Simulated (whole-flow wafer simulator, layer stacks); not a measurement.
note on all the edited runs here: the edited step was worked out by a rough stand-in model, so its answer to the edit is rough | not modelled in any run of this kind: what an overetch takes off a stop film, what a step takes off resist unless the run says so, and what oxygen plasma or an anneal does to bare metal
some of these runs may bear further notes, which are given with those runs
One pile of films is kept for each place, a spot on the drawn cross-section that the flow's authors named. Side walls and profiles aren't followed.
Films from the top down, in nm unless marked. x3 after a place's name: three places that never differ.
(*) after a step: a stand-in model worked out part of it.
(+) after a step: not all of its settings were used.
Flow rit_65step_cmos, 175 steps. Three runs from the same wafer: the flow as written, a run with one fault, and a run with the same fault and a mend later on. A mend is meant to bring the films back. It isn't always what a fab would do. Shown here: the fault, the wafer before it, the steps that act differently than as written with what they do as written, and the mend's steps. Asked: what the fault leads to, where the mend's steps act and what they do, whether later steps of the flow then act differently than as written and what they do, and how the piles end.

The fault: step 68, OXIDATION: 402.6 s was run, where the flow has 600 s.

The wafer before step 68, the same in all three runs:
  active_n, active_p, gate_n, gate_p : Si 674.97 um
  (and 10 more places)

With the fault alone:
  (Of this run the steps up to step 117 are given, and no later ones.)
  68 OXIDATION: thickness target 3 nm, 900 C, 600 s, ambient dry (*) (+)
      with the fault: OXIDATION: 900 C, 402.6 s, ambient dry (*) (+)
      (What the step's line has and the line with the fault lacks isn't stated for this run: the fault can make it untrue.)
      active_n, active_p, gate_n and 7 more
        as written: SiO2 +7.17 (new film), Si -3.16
        with the fault: SiO2 +5.71 (new film), Si -2.51
  Later steps of the flow that act differently than as written (14 more steps differ only slightly, by at most 2% or 0.5 nm, whichever is larger, and aren't shown):
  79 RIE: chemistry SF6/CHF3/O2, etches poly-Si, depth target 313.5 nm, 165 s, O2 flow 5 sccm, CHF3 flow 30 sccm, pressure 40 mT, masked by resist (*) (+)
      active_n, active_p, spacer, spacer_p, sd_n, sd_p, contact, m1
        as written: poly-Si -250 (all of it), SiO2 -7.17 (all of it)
        with the fault: poly-Si -250 (all of it), SiO2 -5.71 (all of it)
  After step 117 the piles differ from the flow's by more than 2% or 0.5 nm, whichever is larger, at gate_n, gate_p.
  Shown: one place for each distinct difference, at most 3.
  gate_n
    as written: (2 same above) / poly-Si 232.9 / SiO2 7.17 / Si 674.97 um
    with the fault: (2 same above) / poly-Si 232.9 / SiO2 5.71 / Si 674.97 um

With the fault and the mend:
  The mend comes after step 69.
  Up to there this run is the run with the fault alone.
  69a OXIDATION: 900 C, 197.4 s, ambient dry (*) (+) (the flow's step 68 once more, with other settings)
      active_n, active_p, gate_n and 7 more
        SiO2 +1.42, Si -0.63
  No later step of the flow acts differently than as written, at any place that is followed, by more than 2% or 0.5 nm, whichever is larger.
  At the end the piles differ from the flow's only slightly at the places that both follow, by at most 2% or 0.5 nm, whichever is larger.
